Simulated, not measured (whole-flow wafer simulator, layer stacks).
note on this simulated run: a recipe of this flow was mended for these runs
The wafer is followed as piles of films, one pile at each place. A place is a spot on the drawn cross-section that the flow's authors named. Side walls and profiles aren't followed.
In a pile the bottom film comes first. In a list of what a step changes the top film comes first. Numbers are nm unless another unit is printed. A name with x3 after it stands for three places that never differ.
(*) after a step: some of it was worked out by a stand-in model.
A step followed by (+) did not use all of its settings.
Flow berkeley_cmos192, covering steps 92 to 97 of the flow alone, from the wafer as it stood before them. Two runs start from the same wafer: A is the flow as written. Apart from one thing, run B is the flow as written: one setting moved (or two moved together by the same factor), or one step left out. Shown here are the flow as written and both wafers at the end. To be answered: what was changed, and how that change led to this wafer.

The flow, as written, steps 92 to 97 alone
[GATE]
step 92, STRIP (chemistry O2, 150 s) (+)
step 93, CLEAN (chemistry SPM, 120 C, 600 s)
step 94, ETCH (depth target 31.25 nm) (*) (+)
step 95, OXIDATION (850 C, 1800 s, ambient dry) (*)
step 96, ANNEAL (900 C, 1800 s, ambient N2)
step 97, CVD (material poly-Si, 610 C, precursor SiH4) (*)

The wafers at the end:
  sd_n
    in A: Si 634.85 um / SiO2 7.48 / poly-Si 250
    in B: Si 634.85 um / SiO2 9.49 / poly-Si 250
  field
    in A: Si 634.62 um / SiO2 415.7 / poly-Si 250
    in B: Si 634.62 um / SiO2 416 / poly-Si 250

What caused this: step 95, OXIDATION: 873 C was run, while the flow as written has 850 C.

Step by step, how the change led to this:
  step 95, OXIDATION (850 C, 1800 s, ambient dry) (*)
      sd_n, spacer_n, gate, sd_p, spacer_p x2, contact, m1: A SiO2 gains 7.48 (new film), Si loses 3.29 | B SiO2 gains 9.49 (new film), Si loses 4.17
